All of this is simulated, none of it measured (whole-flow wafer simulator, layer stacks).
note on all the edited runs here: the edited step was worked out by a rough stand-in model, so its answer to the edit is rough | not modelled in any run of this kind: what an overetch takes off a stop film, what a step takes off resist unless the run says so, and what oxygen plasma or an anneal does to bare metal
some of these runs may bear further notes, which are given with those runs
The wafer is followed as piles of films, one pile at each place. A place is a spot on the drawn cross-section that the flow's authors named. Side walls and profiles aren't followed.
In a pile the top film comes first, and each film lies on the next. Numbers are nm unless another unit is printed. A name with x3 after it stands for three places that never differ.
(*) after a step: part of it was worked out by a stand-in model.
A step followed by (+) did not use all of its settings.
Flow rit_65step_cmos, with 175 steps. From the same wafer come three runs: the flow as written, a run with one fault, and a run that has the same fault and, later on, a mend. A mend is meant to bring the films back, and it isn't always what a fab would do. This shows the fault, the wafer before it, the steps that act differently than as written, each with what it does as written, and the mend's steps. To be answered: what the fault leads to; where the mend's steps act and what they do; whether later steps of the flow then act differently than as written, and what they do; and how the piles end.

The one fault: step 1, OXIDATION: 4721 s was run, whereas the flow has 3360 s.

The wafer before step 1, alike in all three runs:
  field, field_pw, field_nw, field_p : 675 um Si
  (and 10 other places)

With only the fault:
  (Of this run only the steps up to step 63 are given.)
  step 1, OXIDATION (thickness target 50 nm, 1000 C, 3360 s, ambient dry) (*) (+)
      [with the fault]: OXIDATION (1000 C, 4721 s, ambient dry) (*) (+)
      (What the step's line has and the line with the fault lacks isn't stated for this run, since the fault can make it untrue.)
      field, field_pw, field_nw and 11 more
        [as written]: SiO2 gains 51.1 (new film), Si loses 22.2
        [with the fault]: SiO2 gains 62.5 (new film), Si loses 27.2
  Later steps of the flow acting differently than as written (21 more steps, not shown, differ only slightly: by at most 2% or 0.5 nm, whichever is larger):
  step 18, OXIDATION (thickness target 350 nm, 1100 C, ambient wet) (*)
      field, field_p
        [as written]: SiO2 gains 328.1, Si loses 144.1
        [with the fault]: SiO2 gains 320, Si loses 140.5
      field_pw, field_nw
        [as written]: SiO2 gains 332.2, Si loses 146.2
        [with the fault]: SiO2 gains 323.9, Si loses 142.5
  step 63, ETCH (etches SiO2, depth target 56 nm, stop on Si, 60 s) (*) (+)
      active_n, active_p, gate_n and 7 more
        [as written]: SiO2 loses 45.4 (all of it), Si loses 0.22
        [with the fault]: SiO2 loses 56
  After step 63, at active_n, active_p, gate_n and 7 more, the piles differ from the flow's by more than 2% or 0.5 nm, whichever is larger.
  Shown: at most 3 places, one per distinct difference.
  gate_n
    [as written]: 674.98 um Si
    [with the fault]: 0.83 nm SiO2 on 674.97 um Si
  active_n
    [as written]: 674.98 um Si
    [with the fault]: 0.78 nm SiO2 on 674.97 um Si

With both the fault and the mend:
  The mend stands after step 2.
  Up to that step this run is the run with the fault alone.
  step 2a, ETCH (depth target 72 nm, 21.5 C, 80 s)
      field, field_pw, field_nw and 11 more
        SiO2 loses 62.5 (all of it)
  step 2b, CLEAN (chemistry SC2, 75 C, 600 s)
      field, field_pw, field_nw and 11 more
        chemical SiO2 gains 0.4 (new film), Si loses 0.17
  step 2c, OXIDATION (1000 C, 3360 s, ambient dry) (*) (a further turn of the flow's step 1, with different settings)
      field, field_pw, field_nw and 11 more
        SiO2 gains 51 (new film), chemical SiO2 loses 0.4 (all of it), Si loses 22.3
  Later steps of the flow acting differently than as written (17 more steps, not shown, differ only slightly: by at most 2% or 0.5 nm, whichever is larger):
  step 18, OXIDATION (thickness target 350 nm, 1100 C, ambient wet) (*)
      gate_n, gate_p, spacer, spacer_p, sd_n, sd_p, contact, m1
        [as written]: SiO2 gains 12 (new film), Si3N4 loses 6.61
        [with the mend]: SiO2 gains 12 (new film), Si3N4 loses 6.61, SiO2 gains 0.03
  When the end is reached, the piles differ only a little from the flow's at the places that both follow, at most by 2% or 0.5 nm, whichever is larger.
